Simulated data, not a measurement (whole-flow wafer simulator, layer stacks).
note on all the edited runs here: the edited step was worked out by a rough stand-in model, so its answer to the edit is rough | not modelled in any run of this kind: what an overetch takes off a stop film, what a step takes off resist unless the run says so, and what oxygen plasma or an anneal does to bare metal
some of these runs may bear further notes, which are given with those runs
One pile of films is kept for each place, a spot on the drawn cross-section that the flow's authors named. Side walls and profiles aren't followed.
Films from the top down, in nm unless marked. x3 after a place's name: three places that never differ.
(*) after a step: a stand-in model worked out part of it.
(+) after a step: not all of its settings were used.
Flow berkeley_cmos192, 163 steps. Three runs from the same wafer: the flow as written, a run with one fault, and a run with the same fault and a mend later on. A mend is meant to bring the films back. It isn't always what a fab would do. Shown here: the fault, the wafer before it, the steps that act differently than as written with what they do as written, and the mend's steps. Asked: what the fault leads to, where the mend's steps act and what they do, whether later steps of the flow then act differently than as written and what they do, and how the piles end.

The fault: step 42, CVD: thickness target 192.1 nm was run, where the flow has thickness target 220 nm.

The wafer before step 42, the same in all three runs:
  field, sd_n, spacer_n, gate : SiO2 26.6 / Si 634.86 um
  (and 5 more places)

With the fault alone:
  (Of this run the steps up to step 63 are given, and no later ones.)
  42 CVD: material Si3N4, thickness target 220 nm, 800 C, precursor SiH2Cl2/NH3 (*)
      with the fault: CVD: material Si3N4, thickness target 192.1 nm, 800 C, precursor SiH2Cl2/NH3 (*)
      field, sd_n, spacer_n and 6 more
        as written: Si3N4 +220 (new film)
        with the fault: Si3N4 +192.1 (new film)
  Later steps of the flow that act differently than as written (4 more steps differ only slightly, by at most 2% or 0.5 nm, whichever is larger, and aren't shown):
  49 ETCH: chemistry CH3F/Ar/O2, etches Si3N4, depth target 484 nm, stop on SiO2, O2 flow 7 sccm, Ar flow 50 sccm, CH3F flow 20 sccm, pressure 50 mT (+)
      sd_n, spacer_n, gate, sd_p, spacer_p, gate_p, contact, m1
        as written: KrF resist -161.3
        with the fault: KrF resist -142.7
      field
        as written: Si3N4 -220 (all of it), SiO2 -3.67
        with the fault: Si3N4 -192.1 (all of it), SiO2 -3.67
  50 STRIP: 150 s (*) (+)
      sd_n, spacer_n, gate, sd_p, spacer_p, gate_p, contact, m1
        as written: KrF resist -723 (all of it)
        with the fault: KrF resist -741.6 (all of it)
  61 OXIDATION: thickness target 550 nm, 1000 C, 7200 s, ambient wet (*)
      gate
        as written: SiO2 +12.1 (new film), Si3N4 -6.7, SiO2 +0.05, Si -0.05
        with the fault: SiO2 +12.1 (new film), Si3N4 -6.7
  After step 63 the piles differ from the flow's by more than 2% or 0.5 nm, whichever is larger, at sd_n, spacer_n, gate, sd_p, spacer_p, gate_p, contact, m1.
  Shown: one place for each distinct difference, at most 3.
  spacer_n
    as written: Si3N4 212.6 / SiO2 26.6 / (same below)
    with the fault: Si3N4 184.7 / SiO2 26.6 / (same below)
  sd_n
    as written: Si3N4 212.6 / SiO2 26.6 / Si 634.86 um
    with the fault: Si3N4 184.7 / SiO2 26.8 / Si 634.86 um
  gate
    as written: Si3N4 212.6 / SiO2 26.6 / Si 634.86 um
    with the fault: Si3N4 184.7 / SiO2 26.6 / Si 634.86 um

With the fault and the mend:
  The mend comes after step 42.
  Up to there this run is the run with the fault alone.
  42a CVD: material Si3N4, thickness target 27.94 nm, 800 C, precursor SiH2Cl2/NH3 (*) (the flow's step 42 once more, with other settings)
      field, sd_n, spacer_n and 6 more
        Si3N4 +27.9
  No later step of the flow acts differently than as written, at any place that is followed, by more than 2% or 0.5 nm, whichever is larger.
  At the end the piles are the same as the flow's at every place that both follow.
